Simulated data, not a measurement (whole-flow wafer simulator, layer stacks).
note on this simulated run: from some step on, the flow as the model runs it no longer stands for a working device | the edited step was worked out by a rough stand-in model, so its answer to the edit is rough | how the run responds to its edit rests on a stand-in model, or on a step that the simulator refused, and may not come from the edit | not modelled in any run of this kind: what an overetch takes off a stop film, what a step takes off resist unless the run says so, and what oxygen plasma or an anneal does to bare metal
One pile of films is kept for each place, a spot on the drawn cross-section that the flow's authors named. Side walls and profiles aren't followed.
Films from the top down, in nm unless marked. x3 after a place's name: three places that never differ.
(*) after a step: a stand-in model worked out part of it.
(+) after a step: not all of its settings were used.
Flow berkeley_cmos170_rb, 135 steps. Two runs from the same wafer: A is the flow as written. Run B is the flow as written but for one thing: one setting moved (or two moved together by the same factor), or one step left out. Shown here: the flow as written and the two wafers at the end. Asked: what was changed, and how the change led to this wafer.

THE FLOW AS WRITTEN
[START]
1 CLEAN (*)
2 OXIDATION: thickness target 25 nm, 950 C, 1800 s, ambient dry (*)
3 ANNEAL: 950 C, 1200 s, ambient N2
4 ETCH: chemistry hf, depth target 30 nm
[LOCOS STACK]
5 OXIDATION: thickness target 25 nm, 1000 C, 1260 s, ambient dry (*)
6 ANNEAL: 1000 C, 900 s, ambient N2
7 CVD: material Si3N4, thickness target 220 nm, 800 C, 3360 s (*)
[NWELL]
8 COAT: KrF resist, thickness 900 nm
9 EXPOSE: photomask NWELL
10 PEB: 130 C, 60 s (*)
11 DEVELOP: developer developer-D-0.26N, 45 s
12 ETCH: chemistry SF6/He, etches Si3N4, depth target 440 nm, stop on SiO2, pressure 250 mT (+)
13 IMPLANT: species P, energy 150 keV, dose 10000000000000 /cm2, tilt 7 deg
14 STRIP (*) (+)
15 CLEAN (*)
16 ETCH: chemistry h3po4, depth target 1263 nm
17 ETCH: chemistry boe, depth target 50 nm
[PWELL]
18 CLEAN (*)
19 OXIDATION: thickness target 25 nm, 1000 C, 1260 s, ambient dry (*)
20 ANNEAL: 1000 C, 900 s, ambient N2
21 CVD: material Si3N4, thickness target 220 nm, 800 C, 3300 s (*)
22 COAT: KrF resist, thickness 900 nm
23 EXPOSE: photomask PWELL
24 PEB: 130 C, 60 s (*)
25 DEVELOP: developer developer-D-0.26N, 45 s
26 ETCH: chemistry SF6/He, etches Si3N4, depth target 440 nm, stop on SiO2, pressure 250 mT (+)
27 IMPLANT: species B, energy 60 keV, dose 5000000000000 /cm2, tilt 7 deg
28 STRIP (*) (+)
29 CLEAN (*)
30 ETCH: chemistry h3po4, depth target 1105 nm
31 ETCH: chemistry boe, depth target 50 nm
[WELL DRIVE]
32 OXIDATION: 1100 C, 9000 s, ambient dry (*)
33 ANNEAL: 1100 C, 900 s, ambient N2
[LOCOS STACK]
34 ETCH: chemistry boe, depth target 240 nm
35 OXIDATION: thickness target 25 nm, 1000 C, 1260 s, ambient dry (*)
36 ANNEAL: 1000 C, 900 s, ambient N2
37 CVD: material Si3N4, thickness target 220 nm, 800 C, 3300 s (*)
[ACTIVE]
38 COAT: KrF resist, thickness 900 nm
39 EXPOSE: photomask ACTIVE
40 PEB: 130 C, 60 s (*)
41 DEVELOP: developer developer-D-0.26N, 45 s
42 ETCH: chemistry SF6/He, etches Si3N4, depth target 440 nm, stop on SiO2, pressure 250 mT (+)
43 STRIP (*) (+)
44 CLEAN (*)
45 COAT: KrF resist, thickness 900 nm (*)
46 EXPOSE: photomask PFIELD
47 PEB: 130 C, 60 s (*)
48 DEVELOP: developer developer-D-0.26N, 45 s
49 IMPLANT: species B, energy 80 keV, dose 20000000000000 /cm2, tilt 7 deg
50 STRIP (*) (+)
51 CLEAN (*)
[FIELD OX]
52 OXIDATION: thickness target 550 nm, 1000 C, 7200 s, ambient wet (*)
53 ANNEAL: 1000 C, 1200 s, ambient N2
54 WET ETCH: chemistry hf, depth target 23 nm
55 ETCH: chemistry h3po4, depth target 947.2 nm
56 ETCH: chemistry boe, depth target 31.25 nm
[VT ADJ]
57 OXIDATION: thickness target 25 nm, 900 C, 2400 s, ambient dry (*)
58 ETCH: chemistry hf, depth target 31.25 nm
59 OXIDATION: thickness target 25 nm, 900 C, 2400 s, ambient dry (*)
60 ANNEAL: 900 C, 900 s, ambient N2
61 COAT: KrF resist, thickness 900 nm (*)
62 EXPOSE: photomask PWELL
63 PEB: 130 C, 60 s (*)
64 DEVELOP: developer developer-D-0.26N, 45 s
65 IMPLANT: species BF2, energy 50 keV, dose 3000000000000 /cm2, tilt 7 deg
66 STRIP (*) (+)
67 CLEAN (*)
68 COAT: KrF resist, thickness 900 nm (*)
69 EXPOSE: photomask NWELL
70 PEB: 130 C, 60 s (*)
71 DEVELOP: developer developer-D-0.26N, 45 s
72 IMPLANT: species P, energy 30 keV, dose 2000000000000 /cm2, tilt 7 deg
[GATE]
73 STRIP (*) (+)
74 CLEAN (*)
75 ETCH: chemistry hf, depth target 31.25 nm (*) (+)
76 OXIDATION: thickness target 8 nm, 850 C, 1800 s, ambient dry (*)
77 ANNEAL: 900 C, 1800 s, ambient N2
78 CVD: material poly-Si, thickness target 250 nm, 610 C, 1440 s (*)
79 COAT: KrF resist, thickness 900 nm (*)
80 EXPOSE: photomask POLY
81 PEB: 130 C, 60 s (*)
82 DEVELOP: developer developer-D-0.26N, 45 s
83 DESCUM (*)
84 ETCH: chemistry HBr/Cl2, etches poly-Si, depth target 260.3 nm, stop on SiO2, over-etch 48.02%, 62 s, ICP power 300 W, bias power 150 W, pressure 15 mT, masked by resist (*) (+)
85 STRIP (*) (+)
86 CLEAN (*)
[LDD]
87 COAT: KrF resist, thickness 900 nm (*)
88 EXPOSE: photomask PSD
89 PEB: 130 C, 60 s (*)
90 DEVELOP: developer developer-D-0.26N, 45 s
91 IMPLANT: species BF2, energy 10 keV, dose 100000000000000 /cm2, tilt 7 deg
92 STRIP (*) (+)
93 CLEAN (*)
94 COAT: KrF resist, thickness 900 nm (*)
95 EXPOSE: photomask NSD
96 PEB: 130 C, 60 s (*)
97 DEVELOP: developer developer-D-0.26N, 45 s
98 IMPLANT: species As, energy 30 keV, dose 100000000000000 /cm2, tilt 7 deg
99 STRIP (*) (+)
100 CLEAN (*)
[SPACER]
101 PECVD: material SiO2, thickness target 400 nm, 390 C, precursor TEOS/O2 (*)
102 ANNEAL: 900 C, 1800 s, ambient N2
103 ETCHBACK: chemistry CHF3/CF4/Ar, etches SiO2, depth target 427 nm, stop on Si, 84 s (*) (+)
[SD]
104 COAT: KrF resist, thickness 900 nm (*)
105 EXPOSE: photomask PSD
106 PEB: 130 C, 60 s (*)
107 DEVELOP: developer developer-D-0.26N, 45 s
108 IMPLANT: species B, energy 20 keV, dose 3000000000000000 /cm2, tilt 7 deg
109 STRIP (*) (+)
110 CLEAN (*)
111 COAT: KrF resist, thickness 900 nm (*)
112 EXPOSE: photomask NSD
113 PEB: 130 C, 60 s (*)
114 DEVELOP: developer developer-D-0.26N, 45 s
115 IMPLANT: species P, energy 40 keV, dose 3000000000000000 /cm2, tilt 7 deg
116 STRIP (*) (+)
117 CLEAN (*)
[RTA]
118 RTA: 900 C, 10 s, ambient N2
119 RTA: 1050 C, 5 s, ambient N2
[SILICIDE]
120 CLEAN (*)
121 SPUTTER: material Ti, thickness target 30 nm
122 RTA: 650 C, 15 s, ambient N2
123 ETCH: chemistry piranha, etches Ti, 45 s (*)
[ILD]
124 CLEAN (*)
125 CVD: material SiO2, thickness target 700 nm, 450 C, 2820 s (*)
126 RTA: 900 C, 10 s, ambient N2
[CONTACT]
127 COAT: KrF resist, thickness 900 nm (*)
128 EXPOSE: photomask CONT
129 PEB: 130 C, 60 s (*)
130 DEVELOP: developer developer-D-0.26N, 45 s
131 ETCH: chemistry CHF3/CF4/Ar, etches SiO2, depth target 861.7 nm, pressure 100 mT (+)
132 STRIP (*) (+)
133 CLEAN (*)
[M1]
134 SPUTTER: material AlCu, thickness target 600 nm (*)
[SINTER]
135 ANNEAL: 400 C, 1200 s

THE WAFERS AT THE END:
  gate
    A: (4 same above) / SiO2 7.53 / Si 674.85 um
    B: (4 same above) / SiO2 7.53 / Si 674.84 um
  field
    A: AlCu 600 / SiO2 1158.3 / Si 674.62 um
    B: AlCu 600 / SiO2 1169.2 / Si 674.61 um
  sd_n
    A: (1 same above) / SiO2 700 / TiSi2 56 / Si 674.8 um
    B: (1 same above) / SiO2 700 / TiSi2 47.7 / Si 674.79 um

The cause: step 35, OXIDATION: 1100 C was run, where the flow has 1000 C.

How the change led to this, step by step:
  35 OXIDATION: thickness target 25 nm, 1000 C, 1260 s, ambient dry (*)
      field, sd_n, spacer_n and 6 more: A SiO2 +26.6 (new film), Si -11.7 | B SiO2 +59.7 (new film), Si -26.3
  52 OXIDATION: thickness target 550 nm, 1000 C, 7200 s, ambient wet (*)
      gate: A SiO2 +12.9 (new film), Si3N4 -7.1, SiO2 +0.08, Si -0.08 | B SiO2 +12.9 (new film), Si3N4 -7.1
      contact: A SiO2 +12.9 (new film), Si3N4 -7.1 | B SiO2 +12.9 (new film), Si3N4 -7.1, SiO2 +0.08, Si -0.08
      (and at 4 more places)
  56 ETCH: chemistry boe, depth target 31.25 nm
      spacer_n, gate, spacer_p, gate_p, contact: A SiO2 -26.6 (all of it) | B SiO2 -31.2
      sd_n: A SiO2 -28.8 (all of it) | B SiO2 -31.2
      (and at 2 more places)
  57 OXIDATION: thickness target 25 nm, 900 C, 2400 s, ambient dry (*)
      spacer_n, gate, spacer_p, gate_p: A SiO2 +15 (new film), Si -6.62 | B SiO2 +9.18, Si -4.04
      sd_n: A SiO2 +15 (new film), Si -6.62 | B SiO2 +7.77, Si -3.42
      (and at 3 more places)
  58 ETCH: chemistry hf, depth target 31.25 nm
      sd_n, spacer_n, gate, sd_p, spacer_p, gate_p, contact: A SiO2 -15 (all of it) | B SiO2 -31.2
      m1: A SiO2 -15 (all of it) | B SiO2 -31.3
  59 OXIDATION: thickness target 25 nm, 900 C, 2400 s, ambient dry (*)
      spacer_n, gate, spacer_p, gate_p: A SiO2 +15 (new film), Si -6.62 | B SiO2 +10.9, Si -4.79
      sd_n: A SiO2 +15 (new film), Si -6.62 | B SiO2 +8.21, Si -3.61
      (and at 3 more places)
  75 ETCH: chemistry hf, depth target 31.25 nm (*) (+)
      sd_n, m1: A SiO2 -15 (all of it) | B SiO2 -31.2
      spacer_n, gate, spacer_p, gate_p, contact: A SiO2 -15 (all of it) | B SiO2 -17.3 (all of it)
      (and at 1 more place)
  76 OXIDATION: thickness target 8 nm, 850 C, 1800 s, ambient dry (*)
      sd_n: A SiO2 +7.53 (new film), Si -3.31 | B SiO2 +5.63, Si -2.48
      m1: A SiO2 +7.53 (new film), Si -3.31 | B SiO2 +4.46, Si -1.96
  87 COAT: KrF resist, thickness 900 nm (*)
      sd_n: A KrF resist +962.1 (new film) | B KrF resist +983.9 (new film)
  92 STRIP (*) (+)
      sd_n: A KrF resist -947.9 (all of it) | B KrF resist -969.7 (all of it)
  94 COAT: KrF resist, thickness 900 nm (*)
      sd_n: A KrF resist +962.1 (new film) | B KrF resist +983.9 (new film)
  97 DEVELOP: developer developer-D-0.26N, 45 s
      sd_n: A KrF resist -962.1 (all of it) | B KrF resist -983.9 (all of it)
  109 STRIP (*) (+)
      sd_n: A KrF resist -967.9 (all of it) | B KrF resist -987.9 (all of it)
  121 SPUTTER: material Ti, thickness target 30 nm
      sd_n: A Ti +30 (new film) | B Ti +25.5 (new film)
      sd_p: A Ti +27.1 (new film) | B Ti +25.5 (new film)
  122 RTA: 650 C, 15 s, ambient N2
      sd_n: A Ti -23.4, TiSi first +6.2 (new film), TiSi2 C49 +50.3 (new film), Si -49 | B Ti -19.9, TiSi2 C49 +50.7 (new film), Si -45.2
      sd_p: A Ti -21.1, TiSi first +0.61 (new film), TiSi2 C49 +52.9 (new film), Si -47.6 | B Ti -19.9, TiSi2 C49 +50.6 (new film), Si -45.2
  123 ETCH: chemistry piranha, etches Ti, 45 s (*)
      sd_n: A Ti -6.6 (all of it) | B Ti -5.62 (all of it)
  126 RTA: 900 C, 10 s, ambient N2
      sd_n: A under 1 film: TiSi2 +56 (new film), TiSi first -6.2 (all of it), TiSi2 C49 -50.3 (all of it), Si -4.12 | B under 1 film: TiSi2 +47.7 (new film), TiSi2 C49 -50.7 (all of it)
      sd_p: A under 1 film: TiSi2 +50.7 (new film), TiSi first -0.61 (all of it), TiSi2 C49 -52.9 (all of it), Si -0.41 | B under 1 film: TiSi2 +47.6 (new film), TiSi2 C49 -50.6 (all of it)
